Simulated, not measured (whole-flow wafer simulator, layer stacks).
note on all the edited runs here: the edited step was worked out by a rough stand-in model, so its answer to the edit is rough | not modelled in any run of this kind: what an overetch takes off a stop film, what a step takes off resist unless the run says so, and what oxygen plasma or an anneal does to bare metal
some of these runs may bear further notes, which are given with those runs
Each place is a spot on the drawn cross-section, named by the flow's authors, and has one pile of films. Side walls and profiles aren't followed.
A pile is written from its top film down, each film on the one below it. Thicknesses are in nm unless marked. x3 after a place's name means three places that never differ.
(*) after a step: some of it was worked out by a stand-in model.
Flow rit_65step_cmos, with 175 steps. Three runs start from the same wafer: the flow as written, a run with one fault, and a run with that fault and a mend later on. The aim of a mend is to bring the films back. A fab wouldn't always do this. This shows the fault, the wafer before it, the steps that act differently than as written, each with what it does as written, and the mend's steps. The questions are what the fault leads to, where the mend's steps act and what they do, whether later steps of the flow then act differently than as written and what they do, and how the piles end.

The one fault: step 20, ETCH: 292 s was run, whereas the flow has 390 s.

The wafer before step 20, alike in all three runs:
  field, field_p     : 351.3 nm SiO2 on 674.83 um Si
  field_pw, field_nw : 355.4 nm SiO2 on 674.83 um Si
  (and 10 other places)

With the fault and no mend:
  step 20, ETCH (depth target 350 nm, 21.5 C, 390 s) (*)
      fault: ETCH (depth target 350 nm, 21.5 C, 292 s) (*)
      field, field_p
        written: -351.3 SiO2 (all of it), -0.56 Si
        fault: -285.2 SiO2
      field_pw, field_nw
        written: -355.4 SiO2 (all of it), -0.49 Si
        fault: -285.2 SiO2
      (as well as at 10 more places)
  Steps further on in the flow that do not act as written (11 more steps, not shown, differ only slightly: by at most 2% or 0.5 nm, whichever is larger):
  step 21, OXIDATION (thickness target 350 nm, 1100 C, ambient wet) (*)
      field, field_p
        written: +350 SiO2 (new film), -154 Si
        fault: +302.1 SiO2, -132.9 Si
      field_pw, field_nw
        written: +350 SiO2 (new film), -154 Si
        fault: +299.5 SiO2, -131.8 Si
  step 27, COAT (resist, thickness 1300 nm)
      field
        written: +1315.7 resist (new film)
        fault: +1286.5 resist (new film)
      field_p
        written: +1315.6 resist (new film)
        fault: +1286.5 resist (new film)
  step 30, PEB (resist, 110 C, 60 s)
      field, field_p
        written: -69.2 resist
        fault: -67.7 resist
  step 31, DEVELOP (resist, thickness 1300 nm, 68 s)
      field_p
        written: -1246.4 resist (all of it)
        fault: -1218.9 resist (all of it)
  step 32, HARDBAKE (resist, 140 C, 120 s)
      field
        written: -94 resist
        fault: -91.9 resist
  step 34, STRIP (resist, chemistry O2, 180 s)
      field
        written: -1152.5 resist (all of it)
        fault: -1127 resist (all of it)
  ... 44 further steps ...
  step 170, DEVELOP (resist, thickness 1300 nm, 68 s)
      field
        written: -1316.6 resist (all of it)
        fault: -1286.6 resist (all of it)
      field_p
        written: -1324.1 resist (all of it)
        fault: -1294 resist (all of it)
  The piles end different from the flow's at field, field_pw, field_nw, field_p by more than 2% or 0.5 nm, whichever is larger.
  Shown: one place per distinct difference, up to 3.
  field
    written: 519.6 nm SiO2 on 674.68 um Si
    fault: 537.5 nm SiO2 on 674.7 um Si
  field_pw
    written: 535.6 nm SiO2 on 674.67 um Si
    fault: 554.9 nm SiO2 on 674.7 um Si
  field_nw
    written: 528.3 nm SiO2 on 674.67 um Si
    fault: 548 nm SiO2 on 674.7 um Si

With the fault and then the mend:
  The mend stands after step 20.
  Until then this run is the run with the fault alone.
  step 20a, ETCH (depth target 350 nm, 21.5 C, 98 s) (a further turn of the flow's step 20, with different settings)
      field, field_p
        -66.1 SiO2 (all of it)
      field_pw, field_nw
        -70.2 SiO2 (all of it)
  Later steps of the flow that are run all act as written at every place that is followed, up to a difference of at most 2% or 0.5 nm, whichever is larger.
  The piles end only slightly different from the flow's at the places that both follow, by no more than 2% or 0.5 nm, whichever is larger.
